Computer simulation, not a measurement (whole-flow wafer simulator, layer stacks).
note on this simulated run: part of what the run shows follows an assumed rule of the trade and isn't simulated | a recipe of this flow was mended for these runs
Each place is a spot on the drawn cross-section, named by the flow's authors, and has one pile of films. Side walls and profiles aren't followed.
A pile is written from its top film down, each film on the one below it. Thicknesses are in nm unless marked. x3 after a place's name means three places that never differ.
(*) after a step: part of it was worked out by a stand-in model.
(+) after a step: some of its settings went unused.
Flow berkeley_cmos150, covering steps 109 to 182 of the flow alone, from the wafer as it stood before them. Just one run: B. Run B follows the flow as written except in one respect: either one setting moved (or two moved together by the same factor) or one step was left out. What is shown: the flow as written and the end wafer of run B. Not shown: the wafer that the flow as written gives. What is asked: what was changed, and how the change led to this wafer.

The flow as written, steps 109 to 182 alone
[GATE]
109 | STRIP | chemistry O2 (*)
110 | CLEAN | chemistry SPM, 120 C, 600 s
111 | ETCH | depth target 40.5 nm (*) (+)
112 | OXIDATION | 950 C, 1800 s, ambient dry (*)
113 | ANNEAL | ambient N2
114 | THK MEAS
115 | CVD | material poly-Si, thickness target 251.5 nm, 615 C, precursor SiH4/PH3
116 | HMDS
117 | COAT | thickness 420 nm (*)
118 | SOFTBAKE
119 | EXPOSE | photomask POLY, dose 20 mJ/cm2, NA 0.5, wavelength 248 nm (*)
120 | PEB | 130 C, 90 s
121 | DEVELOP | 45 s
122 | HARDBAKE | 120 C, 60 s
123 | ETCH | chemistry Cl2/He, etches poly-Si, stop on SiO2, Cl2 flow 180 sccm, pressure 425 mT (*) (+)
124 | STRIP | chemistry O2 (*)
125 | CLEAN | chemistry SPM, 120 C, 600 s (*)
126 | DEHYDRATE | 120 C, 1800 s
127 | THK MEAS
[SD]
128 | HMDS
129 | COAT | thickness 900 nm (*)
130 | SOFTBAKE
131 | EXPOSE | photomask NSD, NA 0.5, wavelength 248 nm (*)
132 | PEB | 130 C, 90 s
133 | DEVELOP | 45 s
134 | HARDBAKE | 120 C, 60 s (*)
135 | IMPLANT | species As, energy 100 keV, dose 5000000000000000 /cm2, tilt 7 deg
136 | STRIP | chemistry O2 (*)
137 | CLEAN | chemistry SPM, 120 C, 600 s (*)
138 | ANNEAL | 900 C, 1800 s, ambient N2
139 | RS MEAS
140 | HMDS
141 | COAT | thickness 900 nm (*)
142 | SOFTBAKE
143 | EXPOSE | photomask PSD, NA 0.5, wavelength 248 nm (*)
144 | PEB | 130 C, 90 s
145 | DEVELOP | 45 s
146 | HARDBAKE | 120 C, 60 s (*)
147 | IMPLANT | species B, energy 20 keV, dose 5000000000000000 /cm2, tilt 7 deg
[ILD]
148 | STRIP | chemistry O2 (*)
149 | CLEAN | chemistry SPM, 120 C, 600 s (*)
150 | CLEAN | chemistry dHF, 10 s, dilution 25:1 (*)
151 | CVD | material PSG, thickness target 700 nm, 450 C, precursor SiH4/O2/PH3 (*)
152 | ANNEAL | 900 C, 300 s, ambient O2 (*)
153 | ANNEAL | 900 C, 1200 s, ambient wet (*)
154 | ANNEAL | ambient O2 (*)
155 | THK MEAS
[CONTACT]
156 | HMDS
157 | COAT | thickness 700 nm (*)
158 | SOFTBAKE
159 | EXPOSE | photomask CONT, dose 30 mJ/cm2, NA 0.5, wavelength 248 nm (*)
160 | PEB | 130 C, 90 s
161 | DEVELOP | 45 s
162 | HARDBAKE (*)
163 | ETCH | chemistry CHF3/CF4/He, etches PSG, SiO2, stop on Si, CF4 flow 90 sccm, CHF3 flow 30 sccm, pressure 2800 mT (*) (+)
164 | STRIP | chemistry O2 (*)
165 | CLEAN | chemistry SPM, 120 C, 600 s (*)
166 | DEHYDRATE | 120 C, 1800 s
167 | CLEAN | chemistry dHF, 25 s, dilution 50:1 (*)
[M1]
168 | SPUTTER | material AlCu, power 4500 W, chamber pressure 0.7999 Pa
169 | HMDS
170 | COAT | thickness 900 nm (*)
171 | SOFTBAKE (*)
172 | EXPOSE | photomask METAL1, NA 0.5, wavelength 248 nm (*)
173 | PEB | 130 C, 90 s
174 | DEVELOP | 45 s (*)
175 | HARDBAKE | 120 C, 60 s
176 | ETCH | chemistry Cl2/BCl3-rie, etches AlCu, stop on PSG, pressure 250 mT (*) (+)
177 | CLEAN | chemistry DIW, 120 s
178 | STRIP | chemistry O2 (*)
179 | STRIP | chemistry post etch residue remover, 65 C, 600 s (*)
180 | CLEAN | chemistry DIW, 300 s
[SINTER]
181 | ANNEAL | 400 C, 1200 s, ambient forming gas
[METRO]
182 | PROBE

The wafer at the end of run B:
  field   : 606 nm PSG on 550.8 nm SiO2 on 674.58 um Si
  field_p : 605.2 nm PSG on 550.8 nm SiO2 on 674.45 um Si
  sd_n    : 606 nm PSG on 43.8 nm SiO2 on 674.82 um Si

Cause: step 111, ETCH: depth target 28.35 nm was run, whereas the flow has depth target 40.5 nm.

How this came from the change, step by step:
  111 | ETCH | depth target 40.5 nm (*) (+)
      sd_n: -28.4 SiO2 (in the flow as written it would be: -40.4 SiO2 (all of it))
      field, field_p: -28.4 SiO2 (in the flow as written it would be: -40.5 SiO2)
  112 | OXIDATION | 950 C, 1800 s, ambient dry (*)
      sd_n: +14.3 SiO2, -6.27 Si (in the flow as written it would be: +20.4 SiO2 (new film), -8.98 Si)
  124 | STRIP | chemistry O2 (*)
      gate_n: +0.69 chemical SiO2 (new film), -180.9 KrF-resist (all of it), -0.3 poly-Si (in the flow as written it would be: +0.69 chemical SiO2 (new film), -176.1 KrF-resist (all of it), -0.3 poly-Si)
  176 | ETCH | chemistry Cl2/BCl3-rie, etches AlCu, stop on PSG, pressure 250 mT (*) (+)
      gate_p: -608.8 AlCu (all of it), -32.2 PSG (in the flow as written it would be: -616.1 AlCu (all of it), -31.2 PSG)
